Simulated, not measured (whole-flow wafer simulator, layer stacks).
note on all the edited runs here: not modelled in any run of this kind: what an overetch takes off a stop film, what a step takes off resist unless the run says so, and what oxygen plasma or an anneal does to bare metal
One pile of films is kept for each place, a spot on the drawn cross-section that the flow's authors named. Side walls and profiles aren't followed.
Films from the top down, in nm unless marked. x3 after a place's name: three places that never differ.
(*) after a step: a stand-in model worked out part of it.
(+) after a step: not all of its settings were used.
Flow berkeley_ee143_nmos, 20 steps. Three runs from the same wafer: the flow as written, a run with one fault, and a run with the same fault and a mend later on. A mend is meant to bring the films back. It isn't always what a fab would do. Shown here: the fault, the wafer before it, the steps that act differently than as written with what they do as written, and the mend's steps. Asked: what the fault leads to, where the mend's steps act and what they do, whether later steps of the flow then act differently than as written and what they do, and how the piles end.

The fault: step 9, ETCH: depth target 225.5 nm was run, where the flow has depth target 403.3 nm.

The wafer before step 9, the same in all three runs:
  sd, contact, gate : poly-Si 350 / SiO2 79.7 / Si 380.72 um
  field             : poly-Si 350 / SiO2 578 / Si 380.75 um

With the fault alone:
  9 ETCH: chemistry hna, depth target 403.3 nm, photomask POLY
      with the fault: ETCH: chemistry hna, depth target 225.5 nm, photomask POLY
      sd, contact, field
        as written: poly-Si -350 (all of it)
        with the fault: poly-Si -225.5
  Later steps of the flow that act differently than as written:
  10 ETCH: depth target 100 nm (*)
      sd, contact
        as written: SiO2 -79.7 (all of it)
        with the fault: nothing
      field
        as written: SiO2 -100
        with the fault: nothing
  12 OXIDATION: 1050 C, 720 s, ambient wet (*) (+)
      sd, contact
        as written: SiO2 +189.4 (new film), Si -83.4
        with the fault: SiO2 +217.6 (new film), poly-Si -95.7
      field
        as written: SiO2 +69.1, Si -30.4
        with the fault: SiO2 +217.6 (new film), poly-Si -95.7
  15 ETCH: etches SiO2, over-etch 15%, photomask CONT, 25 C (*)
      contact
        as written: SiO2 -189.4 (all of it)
        with the fault: SiO2 -217.6 (all of it)
  At the end the piles differ from the flow's by more than 2% or 0.5 nm, whichever is larger, at sd, contact, field.
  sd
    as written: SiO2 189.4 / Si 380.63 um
    with the fault: SiO2 217.6 / poly-Si 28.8 / SiO2 79.7 / Si 380.72 um
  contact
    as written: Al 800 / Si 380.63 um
    with the fault: Al 800 / poly-Si 28.8 / SiO2 79.7 / Si 380.72 um
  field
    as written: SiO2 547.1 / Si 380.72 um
    with the fault: SiO2 217.6 / poly-Si 28.8 / SiO2 578 / Si 380.75 um

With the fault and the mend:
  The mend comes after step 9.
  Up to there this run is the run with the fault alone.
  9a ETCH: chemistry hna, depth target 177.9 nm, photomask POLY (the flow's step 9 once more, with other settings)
      sd, contact, field
        poly-Si -124.5 (all of it)
  No later step of the flow acts differently than as written at any place that is followed.
  At the end the piles are the same as the flow's at every place that both follow.
